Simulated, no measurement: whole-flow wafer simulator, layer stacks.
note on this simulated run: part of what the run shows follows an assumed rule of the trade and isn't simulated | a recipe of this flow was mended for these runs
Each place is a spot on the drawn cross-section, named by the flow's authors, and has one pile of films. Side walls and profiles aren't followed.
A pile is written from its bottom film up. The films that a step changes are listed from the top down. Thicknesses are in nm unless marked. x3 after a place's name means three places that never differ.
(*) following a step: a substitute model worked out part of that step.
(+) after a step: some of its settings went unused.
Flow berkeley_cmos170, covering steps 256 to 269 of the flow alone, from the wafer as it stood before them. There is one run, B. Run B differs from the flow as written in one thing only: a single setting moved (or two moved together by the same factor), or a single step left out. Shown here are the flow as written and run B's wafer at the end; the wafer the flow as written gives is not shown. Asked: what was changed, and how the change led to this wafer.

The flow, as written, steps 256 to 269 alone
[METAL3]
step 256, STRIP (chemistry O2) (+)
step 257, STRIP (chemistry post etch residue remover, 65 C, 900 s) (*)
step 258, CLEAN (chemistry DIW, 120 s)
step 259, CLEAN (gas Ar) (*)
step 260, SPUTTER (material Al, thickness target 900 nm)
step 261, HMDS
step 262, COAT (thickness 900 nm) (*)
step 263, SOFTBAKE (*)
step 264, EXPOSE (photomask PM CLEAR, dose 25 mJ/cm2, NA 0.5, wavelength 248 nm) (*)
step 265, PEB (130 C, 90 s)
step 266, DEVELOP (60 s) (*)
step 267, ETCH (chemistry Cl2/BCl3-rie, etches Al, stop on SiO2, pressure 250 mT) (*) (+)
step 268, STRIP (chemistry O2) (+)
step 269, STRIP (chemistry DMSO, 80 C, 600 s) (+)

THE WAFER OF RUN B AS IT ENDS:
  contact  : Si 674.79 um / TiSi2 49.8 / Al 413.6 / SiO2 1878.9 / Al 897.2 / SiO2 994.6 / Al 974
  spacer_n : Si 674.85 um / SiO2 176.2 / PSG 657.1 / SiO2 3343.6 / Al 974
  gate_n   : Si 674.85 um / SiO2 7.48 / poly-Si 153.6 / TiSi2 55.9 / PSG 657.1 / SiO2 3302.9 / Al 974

The reason: step 260, SPUTTER: thickness target 974 nm was run, while the flow as written has thickness target 900 nm.
The wafer lets one read it off: contact has Al 974, and step 260 as written asks for 900 nm.

Step by step, how the change led to this:
  step 260, SPUTTER (material Al, thickness target 900 nm)
      field, mark, sd_n and 9 more: Al gains 974 (new film) (as written it would have been: Al gains 900 (new film))
      via2: Al gains 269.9 (as written it would have been: Al gains 259.4)
  step 262, COAT (thickness 900 nm) (*)
      via2: KrF-resist gains 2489 (new film) (as written it would have been: KrF-resist gains 2428.6 (new film))
  step 267, ETCH (chemistry Cl2/BCl3-rie, etches Al, stop on SiO2, pressure 250 mT) (*) (+)
      field, sd_n, spacer_n and 9 more: KrF-resist loses 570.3 (as written it would have been: KrF-resist loses 533.3)
      mark: Al loses 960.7 (all of it), SiO2 loses 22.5 (as written it would have been: Al loses 886.7 (all of it), SiO2 loses 22.5)
  step 268, STRIP (chemistry O2) (+)
      field, spacer_n, gate_n: KrF-resist loses 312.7 (all of it) (as written it would have been: KrF-resist loses 349.7 (all of it))
      spacer_p, gate_p: KrF-resist loses 312.6 (all of it) (as written it would have been: KrF-resist loses 349.6 (all of it))
      (as well as at 6 more places)
